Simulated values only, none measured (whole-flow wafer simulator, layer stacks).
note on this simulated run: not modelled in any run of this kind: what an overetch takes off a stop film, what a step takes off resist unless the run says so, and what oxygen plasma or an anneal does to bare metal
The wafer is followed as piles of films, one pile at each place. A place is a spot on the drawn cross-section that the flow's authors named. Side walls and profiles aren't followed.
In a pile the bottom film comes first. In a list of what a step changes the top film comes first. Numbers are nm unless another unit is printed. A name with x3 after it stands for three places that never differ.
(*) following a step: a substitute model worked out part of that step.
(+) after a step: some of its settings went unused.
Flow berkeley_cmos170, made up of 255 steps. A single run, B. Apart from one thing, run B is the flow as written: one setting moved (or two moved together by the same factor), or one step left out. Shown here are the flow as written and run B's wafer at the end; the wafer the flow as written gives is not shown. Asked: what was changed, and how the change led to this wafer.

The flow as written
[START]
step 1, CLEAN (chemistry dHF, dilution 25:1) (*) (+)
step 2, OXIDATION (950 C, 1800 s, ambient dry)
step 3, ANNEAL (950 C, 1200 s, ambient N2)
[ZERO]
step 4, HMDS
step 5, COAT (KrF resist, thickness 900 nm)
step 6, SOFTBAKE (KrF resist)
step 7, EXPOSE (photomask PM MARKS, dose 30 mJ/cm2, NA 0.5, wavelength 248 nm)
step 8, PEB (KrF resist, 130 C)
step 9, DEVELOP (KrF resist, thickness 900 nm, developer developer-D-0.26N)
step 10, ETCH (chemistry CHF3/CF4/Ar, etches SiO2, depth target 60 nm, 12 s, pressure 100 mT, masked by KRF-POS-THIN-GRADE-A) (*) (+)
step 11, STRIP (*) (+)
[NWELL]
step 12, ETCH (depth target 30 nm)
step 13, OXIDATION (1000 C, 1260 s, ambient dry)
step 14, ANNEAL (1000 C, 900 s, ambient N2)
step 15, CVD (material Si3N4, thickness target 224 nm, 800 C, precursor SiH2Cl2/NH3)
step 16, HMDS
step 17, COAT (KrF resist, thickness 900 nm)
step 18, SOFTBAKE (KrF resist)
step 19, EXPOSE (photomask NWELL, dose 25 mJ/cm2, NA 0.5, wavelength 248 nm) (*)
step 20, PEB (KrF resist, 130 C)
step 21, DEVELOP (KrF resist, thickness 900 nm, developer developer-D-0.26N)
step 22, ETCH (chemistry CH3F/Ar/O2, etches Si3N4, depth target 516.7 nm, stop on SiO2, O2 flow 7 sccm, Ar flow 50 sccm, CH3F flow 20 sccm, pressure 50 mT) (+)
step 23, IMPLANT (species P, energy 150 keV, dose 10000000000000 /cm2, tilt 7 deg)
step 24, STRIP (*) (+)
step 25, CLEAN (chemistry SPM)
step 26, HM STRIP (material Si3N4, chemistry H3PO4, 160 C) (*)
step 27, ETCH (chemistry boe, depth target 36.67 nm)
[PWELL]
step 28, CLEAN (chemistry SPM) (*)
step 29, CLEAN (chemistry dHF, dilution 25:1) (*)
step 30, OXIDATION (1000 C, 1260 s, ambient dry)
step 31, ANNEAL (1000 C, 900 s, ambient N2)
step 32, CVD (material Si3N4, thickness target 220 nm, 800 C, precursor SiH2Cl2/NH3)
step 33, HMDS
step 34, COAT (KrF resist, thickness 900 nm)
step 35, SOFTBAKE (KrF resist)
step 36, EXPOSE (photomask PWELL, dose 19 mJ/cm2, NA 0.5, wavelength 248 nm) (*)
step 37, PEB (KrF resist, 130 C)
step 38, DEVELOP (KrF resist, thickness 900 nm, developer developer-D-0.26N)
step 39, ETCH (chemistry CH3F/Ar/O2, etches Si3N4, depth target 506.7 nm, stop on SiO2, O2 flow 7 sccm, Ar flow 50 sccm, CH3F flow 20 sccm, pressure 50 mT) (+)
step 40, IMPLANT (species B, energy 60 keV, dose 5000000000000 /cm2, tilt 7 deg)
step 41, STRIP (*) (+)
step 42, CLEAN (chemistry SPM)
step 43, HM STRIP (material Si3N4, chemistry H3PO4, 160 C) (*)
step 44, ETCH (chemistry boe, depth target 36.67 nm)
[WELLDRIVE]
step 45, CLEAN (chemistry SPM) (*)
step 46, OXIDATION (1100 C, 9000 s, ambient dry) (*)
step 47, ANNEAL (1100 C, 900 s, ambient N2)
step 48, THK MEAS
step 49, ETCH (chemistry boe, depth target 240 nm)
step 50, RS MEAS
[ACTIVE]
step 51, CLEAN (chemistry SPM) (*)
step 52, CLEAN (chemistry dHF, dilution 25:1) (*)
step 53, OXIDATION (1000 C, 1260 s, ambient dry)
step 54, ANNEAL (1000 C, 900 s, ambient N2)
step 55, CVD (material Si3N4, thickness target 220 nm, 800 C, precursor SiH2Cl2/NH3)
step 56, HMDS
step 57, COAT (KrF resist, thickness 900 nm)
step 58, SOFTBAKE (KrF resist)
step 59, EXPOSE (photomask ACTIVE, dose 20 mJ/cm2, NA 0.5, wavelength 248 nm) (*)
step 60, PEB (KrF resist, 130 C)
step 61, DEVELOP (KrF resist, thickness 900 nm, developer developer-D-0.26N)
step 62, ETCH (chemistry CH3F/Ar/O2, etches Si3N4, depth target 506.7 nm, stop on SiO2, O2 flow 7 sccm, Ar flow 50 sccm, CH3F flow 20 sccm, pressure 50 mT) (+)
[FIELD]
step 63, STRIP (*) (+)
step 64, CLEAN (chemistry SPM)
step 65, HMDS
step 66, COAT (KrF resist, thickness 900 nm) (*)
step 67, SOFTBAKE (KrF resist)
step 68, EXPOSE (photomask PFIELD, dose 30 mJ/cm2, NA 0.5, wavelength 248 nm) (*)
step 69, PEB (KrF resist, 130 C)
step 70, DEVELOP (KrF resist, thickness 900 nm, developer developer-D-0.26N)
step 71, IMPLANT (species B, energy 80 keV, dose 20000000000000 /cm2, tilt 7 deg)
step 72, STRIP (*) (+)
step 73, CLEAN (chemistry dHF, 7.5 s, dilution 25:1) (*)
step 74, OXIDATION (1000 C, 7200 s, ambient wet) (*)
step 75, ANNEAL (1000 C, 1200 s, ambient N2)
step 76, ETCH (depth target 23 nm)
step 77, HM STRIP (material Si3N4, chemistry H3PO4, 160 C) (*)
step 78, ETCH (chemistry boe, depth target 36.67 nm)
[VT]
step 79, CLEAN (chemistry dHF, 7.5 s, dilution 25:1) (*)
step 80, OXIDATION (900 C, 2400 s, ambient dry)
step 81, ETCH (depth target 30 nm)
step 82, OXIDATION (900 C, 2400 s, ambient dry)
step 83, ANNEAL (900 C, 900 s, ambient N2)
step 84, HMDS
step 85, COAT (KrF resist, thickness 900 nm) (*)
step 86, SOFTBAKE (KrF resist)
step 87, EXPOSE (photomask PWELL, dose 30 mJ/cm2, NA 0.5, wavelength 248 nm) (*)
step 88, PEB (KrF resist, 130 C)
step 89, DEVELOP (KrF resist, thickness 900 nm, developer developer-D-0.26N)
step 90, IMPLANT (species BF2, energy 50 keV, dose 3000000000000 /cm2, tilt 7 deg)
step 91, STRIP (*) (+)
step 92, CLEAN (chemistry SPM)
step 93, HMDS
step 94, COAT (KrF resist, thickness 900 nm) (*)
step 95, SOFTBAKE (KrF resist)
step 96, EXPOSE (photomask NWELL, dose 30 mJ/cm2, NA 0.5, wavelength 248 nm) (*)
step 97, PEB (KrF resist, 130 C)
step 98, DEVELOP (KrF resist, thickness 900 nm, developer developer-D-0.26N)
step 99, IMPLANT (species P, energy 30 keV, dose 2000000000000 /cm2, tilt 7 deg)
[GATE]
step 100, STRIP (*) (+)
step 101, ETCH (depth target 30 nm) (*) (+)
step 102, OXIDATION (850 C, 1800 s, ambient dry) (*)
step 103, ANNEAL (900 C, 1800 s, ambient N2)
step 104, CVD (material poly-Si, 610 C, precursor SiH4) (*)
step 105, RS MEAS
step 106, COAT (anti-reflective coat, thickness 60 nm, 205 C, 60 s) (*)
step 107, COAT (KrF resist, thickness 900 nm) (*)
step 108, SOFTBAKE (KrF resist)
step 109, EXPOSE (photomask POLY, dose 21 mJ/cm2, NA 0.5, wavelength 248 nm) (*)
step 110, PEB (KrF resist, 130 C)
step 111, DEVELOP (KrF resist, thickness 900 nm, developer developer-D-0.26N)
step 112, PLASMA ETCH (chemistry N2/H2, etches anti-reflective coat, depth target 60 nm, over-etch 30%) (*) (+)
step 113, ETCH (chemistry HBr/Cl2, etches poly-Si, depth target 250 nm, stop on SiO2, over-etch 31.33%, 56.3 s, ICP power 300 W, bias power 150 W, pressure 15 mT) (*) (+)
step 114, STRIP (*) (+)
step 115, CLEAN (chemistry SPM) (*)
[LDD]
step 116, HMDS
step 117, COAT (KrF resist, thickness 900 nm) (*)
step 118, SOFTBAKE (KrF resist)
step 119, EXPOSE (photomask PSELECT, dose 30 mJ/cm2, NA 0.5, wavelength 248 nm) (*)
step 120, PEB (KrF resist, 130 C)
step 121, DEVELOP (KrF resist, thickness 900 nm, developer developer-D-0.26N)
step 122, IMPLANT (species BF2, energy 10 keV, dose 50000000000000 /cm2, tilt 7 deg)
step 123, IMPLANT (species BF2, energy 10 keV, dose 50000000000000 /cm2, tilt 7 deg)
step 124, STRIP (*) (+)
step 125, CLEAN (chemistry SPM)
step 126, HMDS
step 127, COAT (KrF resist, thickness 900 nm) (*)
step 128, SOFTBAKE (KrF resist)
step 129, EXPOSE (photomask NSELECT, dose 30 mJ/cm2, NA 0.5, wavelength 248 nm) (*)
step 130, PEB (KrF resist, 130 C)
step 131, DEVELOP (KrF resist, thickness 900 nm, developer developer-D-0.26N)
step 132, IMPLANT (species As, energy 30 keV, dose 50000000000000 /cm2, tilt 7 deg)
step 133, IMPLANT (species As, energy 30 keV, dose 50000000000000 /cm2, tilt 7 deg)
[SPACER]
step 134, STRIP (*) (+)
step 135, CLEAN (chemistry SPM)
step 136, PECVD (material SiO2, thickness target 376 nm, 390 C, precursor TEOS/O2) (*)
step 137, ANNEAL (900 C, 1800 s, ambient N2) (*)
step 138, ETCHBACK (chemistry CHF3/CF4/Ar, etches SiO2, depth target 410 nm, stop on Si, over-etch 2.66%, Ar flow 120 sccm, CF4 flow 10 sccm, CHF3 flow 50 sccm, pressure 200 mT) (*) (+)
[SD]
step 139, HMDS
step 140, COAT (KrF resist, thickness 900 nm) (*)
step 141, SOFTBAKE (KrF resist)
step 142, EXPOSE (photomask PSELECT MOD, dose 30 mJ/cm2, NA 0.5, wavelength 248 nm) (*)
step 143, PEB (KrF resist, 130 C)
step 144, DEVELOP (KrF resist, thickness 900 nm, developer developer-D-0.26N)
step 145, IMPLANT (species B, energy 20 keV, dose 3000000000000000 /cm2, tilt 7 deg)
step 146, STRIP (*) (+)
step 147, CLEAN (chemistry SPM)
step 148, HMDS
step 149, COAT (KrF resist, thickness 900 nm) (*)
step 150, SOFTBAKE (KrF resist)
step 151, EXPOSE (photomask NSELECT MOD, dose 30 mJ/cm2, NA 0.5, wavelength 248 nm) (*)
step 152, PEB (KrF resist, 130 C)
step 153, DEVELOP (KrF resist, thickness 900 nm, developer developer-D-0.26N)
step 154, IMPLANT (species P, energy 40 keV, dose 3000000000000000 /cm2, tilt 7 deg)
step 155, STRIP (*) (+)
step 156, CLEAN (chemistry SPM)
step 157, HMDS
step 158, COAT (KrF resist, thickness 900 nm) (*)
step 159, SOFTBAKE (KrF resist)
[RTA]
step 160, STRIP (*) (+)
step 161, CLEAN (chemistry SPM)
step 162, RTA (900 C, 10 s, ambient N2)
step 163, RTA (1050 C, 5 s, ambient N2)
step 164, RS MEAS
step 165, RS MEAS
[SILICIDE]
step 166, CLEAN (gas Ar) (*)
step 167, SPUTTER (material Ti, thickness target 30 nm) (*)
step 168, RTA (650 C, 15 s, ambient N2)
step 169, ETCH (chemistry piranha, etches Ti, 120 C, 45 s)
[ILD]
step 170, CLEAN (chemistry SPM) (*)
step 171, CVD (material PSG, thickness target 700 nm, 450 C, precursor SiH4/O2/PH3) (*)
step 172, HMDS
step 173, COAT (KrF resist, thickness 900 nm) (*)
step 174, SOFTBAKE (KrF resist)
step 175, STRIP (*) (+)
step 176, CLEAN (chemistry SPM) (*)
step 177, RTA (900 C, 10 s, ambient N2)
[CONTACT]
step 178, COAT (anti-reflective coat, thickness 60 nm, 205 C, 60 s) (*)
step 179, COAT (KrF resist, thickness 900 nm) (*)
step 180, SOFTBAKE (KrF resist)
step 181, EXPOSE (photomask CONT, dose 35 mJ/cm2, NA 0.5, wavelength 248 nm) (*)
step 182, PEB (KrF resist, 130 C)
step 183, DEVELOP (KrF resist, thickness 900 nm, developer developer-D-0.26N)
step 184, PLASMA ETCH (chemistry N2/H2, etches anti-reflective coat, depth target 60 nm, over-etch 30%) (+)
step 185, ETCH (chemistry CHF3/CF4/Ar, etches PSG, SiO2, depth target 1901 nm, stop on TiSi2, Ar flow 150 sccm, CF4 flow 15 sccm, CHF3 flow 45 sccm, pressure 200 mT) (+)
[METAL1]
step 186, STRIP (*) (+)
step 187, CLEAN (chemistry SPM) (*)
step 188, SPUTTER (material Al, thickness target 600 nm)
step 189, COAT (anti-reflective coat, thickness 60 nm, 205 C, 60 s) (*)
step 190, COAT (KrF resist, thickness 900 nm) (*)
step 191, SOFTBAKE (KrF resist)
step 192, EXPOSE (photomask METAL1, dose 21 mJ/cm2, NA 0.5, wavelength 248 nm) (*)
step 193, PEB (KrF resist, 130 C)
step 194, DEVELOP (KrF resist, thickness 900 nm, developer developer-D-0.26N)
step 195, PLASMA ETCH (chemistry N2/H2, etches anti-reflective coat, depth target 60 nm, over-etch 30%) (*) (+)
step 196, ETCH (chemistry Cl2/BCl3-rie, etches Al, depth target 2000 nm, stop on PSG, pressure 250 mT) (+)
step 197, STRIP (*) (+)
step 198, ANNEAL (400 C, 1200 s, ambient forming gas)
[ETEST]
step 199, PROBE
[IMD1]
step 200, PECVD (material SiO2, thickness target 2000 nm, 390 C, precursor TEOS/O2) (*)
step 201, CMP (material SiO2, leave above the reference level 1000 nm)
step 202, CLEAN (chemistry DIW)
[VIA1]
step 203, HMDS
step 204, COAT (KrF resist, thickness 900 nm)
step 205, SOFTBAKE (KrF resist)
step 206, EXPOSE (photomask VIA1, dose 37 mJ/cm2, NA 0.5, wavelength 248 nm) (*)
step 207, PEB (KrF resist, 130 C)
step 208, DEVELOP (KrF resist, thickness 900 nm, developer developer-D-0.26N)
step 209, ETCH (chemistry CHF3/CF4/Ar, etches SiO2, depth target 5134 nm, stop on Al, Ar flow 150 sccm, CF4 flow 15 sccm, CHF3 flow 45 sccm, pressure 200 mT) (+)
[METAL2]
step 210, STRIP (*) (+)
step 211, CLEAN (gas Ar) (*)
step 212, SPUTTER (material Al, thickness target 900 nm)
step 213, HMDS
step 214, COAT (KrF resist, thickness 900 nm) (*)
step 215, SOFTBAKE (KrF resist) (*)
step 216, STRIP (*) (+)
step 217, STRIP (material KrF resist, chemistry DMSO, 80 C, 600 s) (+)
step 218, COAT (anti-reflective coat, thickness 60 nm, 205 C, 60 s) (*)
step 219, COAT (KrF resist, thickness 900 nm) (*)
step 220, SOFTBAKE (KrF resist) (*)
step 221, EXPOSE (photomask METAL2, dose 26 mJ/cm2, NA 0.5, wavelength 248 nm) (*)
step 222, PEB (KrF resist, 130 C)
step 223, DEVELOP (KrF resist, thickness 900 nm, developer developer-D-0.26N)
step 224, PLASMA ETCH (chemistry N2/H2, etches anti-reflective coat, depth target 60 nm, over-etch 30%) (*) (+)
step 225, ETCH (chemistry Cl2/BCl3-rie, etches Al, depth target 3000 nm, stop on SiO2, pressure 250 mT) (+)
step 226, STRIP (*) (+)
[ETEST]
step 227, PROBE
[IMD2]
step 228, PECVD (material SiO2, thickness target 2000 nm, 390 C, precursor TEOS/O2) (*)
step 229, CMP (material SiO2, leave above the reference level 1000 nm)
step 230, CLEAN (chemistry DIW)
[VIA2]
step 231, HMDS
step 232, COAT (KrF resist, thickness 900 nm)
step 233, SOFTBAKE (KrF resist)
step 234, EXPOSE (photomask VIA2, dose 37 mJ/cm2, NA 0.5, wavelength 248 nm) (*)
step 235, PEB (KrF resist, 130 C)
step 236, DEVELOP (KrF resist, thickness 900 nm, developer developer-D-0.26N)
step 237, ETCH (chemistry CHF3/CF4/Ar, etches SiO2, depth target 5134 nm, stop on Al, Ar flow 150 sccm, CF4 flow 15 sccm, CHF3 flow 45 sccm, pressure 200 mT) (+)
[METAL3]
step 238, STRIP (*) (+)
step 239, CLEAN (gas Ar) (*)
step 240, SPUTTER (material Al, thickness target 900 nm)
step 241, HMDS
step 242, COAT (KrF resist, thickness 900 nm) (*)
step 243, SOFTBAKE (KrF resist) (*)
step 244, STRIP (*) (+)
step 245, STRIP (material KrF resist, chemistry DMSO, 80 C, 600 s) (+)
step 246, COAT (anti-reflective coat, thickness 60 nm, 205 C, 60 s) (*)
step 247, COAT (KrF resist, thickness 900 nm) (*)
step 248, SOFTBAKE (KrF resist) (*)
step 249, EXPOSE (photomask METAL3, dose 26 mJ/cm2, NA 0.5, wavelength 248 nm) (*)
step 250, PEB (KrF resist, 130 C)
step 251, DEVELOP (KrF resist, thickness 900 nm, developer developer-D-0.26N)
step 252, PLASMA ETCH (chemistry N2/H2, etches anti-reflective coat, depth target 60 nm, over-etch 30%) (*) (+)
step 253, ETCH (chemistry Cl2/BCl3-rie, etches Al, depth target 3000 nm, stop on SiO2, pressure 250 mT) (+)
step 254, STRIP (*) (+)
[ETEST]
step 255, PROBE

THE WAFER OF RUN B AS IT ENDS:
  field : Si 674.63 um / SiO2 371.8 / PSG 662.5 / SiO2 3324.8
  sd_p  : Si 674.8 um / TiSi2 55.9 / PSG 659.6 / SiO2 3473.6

What caused this: step 78, ETCH: depth target 45.47 nm was run, while the flow as written has depth target 36.67 nm.

The path from the change to this, step by step:
  step 78, ETCH (chemistry boe, depth target 36.67 nm)
      field: SiO2 loses 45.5 (it would be, as written: SiO2 loses 36.7)
  step 106, COAT (anti-reflective coat, thickness 60 nm, 205 C, 60 s) (*)
      sd_n: anti-reflective coat gains 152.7 (new film) (it would be, as written: anti-reflective coat gains 158.6 (new film))
      spacer_n: anti-reflective coat gains 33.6 (new film) (it would be, as written: anti-reflective coat gains 31.5 (new film))
      (and at 4 other places as well)
  step 112, PLASMA ETCH (chemistry N2/H2, etches anti-reflective coat, depth target 60 nm, over-etch 30%) (*) (+)
      sd_n: anti-reflective coat loses 152.7 (all of it), poly-Si loses 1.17 (it would be, as written: anti-reflective coat loses 158.6 (all of it), poly-Si loses 1.22)
      spacer_n: anti-reflective coat loses 33.6 (all of it), poly-Si loses 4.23 (it would be, as written: anti-reflective coat loses 31.5 (all of it), poly-Si loses 4.48)
      (and at 2 other places as well)
  step 114, STRIP (*) (+)
      gate_n: chemical SiO2 gains 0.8 (new film), KrF resist loses 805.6 (all of it), anti-reflective coat loses 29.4 (all of it), poly-Si loses 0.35 (it would be, as written: chemical SiO2 gains 0.8 (new film), KrF resist loses 812.6 (all of it), anti-reflective coat loses 27.3 (all of it), poly-Si loses 0.35)
      gate_p: chemical SiO2 gains 0.8 (new film), KrF resist loses 777.6 (all of it), anti-reflective coat loses 31.1 (all of it), poly-Si loses 0.35 (it would be, as written: chemical SiO2 gains 0.8 (new film), KrF resist loses 782.1 (all of it), anti-reflective coat loses 29.6 (all of it), poly-Si loses 0.35)
  step 178, COAT (anti-reflective coat, thickness 60 nm, 205 C, 60 s) (*)
      sd_n: anti-reflective coat gains 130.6 (new film) (it would be, as written: anti-reflective coat gains 135.1 (new film))
  step 186, STRIP (*) (+)
      sd_n: KrF resist loses 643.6 (all of it), anti-reflective coat loses 130.6 (all of it) (it would be, as written: KrF resist loses 643.8 (all of it), anti-reflective coat loses 135.1 (all of it))
